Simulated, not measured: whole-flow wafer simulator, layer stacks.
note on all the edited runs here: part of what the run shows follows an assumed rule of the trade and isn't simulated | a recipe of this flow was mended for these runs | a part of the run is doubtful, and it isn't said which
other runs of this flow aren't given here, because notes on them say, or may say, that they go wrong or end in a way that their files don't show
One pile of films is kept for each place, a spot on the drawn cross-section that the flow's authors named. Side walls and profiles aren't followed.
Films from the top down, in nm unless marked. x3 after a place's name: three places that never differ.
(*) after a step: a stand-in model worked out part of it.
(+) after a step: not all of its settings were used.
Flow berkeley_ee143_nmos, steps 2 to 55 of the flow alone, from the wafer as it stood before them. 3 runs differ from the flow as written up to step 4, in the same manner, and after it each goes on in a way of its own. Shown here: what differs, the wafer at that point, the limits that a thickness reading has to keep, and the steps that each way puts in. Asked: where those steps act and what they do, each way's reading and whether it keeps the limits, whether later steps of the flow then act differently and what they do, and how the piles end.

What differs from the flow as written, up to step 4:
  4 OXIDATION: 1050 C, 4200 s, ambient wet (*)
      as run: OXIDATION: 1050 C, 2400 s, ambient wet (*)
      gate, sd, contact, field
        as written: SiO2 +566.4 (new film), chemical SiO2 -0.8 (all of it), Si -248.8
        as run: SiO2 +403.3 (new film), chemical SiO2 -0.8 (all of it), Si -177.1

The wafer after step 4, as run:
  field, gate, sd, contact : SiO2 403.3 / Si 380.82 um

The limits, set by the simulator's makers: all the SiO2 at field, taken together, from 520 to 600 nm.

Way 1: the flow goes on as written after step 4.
  The reading after step 4: 403.3 nm, outside the limits.
  Later steps of the flow that act differently than as written (3 more steps differ only slightly, by at most 2% or 0.5 nm, whichever is larger, and aren't shown):
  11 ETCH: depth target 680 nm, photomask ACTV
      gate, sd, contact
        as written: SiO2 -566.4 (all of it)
        this way: SiO2 -403.3 (all of it)
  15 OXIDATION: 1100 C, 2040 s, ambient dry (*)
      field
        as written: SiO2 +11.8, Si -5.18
        this way: SiO2 +15.7, Si -6.92
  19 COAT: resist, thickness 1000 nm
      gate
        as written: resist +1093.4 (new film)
        this way: resist +1065.3 (new film)
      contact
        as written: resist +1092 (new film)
        this way: resist +1064.4 (new film)
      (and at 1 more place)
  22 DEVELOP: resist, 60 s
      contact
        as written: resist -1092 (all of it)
        this way: resist -1064.4 (all of it)
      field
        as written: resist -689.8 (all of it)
        this way: resist -782 (all of it)
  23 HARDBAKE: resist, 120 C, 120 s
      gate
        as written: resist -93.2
        this way: resist -90.7
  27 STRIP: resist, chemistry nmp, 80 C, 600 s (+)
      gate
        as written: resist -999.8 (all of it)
        this way: resist -974.2 (all of it)
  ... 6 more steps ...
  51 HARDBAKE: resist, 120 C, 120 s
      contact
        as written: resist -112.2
        this way: resist -109.8
  At the end the piles differ from the flow's by more than 2% or 0.5 nm, whichever is larger, at field.
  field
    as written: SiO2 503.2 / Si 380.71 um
    this way: SiO2 367.2 / Si 380.77 um

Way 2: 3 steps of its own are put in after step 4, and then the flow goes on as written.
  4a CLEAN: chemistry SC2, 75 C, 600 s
      changes no film at any place that is followed
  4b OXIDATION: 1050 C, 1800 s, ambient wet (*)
      gate, sd, contact, field
        SiO2 +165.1, Si -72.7
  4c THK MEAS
      changes no film at any place that is followed
  The reading after step 4c: 568.4 nm, within the limits.
  No later step of the flow acts differently than as written, at any place that is followed, by more than 2% or 0.5 nm, whichever is larger.
  At the end the piles differ from the flow's only slightly at the places that both follow, by at most 2% or 0.5 nm, whichever is larger.

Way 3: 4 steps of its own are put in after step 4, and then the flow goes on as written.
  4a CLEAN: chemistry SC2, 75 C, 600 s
      changes no film at any place that is followed
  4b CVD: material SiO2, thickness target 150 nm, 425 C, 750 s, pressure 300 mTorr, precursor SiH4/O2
      gate, sd, contact, field
        SiO2 +150
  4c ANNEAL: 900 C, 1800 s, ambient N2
      changes no film at any place that is followed
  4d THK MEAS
      changes no film at any place that is followed
  The reading after step 4d: 553.3 nm, within the limits.
  Later steps of the flow that act differently than as written (15 more steps differ only slightly, by at most 2% or 0.5 nm, whichever is larger, and aren't shown):
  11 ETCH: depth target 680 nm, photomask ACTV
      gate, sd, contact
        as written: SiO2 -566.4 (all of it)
        this way: SiO2 -553.3 (all of it)
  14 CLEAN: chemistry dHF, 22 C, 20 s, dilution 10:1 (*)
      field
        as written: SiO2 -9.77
        this way: SiO2 -12.7
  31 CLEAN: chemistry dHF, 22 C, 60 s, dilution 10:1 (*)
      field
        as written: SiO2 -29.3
        this way: SiO2 -31.8
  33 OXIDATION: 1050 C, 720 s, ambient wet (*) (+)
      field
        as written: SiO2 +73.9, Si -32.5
        this way: SiO2 +76, Si -33.5
  At the end the piles differ from the flow's by more than 2% or 0.5 nm, whichever is larger, at field.
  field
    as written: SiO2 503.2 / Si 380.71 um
    this way: SiO2 486.7 / Si 380.78 um

Within the limits: way 2, way 3. Outside them: way 1.
